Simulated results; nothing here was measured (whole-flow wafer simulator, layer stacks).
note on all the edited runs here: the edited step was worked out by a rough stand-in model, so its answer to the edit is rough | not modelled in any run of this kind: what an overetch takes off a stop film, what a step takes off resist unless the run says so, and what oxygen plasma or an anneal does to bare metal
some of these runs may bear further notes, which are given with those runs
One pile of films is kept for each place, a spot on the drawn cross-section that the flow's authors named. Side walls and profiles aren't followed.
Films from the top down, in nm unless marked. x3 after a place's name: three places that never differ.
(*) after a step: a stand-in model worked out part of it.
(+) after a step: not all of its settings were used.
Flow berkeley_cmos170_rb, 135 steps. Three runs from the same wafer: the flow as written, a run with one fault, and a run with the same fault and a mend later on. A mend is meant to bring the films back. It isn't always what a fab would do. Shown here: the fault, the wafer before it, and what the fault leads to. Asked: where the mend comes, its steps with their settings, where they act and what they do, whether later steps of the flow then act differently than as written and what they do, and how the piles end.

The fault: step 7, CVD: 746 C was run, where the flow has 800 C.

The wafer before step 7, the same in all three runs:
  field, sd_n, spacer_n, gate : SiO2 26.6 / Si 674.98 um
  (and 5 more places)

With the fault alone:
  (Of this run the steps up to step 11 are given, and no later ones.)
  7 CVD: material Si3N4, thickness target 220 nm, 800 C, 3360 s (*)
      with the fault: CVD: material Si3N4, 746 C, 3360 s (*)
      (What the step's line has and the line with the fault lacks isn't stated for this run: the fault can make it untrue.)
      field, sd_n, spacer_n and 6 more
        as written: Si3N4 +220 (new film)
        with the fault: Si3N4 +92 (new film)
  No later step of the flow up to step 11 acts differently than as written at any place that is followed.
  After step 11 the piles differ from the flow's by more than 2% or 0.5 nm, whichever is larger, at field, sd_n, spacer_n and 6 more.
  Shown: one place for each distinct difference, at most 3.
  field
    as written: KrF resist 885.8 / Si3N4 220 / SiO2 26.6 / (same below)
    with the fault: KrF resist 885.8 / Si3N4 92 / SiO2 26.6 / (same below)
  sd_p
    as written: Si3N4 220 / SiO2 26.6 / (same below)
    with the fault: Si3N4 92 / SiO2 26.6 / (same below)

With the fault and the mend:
  The mend comes after step 11.
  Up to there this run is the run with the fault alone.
  11a STRIP (*) (+)
      field, sd_n, spacer_n, gate, contact, m1
        KrF resist -885.8 (all of it)
  11b CLEAN (*) (the flow's step 1 once more)
      changes no film at any place that is followed
  11c CVD: material Si3N4, thickness target 128 nm, 800 C, 1955 s (*) (the flow's step 7 once more, with other settings)
      field, sd_n, spacer_n and 6 more
        Si3N4 +128
  11d COAT: KrF resist, thickness 900 nm (the flow's step 8 once more)
      field, sd_n, spacer_n and 6 more
        KrF resist +900 (new film)
  11e EXPOSE: photomask NWELL (the flow's step 9 once more)
      changes no film at any place that is followed
  11f PEB: 130 C, 60 s (*) (the flow's step 10 once more)
      changes no film at any place that is followed
  11g DEVELOP: developer developer-D-0.26N, 45 s (the flow's step 11 once more)
      field, sd_n, spacer_n, gate, contact, m1
        KrF resist -14.2
      sd_p, spacer_p, gate_p
        KrF resist -900 (all of it)
  No later step of the flow acts differently than as written at any place that is followed.
  At the end the piles are the same as the flow's at every place that both follow.
